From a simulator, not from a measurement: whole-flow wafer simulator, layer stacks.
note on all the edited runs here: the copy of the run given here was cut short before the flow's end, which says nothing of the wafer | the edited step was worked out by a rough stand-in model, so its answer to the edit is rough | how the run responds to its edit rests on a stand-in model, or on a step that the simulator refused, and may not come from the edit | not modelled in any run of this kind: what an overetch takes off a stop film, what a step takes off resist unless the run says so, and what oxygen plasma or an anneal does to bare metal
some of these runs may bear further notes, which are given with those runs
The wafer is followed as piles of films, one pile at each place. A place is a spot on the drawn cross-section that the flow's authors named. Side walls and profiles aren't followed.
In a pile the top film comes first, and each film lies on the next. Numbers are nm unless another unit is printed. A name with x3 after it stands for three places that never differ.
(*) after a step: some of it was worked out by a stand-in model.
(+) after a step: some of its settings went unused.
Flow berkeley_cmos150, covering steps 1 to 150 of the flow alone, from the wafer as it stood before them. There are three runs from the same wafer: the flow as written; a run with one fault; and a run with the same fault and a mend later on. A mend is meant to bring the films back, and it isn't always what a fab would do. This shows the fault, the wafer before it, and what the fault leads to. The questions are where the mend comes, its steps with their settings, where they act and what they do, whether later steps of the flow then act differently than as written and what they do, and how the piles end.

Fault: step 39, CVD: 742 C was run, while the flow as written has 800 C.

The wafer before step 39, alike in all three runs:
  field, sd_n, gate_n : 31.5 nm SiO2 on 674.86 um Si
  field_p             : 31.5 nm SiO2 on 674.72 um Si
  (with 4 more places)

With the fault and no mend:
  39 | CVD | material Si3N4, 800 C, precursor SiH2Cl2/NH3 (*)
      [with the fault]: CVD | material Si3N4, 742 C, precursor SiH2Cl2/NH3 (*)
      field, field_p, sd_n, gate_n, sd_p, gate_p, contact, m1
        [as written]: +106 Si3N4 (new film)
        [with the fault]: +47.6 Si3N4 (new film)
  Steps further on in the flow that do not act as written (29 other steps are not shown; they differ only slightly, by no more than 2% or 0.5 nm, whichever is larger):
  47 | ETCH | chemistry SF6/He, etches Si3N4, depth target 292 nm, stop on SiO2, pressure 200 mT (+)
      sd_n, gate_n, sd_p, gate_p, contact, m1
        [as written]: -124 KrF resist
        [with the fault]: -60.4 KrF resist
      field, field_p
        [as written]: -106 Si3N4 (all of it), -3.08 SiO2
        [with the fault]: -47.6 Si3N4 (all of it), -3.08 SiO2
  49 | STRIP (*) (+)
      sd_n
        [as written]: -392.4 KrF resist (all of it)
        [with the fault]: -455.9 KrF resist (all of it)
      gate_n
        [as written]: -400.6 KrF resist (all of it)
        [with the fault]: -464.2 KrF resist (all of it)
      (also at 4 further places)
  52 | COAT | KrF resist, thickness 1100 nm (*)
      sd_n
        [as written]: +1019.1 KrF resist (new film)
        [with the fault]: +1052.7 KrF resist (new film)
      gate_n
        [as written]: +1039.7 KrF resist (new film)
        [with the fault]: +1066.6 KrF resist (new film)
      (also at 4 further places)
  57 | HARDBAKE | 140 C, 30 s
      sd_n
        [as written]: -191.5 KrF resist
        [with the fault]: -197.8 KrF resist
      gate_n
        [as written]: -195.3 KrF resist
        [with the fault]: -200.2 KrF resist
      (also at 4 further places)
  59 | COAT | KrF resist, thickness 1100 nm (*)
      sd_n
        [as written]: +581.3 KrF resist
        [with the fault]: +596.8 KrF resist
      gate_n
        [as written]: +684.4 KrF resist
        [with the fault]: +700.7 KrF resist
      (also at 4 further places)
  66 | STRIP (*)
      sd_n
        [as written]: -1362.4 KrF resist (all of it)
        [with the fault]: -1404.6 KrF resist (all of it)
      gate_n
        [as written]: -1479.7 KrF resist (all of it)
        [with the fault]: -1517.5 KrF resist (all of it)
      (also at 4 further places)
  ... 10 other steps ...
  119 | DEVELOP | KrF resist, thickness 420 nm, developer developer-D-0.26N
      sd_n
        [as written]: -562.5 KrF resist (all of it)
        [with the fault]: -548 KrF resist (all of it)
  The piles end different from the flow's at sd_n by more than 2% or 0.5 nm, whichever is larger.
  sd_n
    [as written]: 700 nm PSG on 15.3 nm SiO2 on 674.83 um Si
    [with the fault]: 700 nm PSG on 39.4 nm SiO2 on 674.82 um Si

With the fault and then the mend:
  The mend stands after step 39.
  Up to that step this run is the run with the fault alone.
  39a | CVD | material Si3N4, 800 C, precursor SiH2Cl2/NH3 (*) (the flow's step 39, run once more with other settings, which are not printed)
      field, field_p, sd_n, gate_n, sd_p, gate_p, contact, m1
        +58.5 Si3N4
  Every later step of the flow that is run acts as written at every place that is followed.
  At every place that both follow, the piles at the end match the flow's.
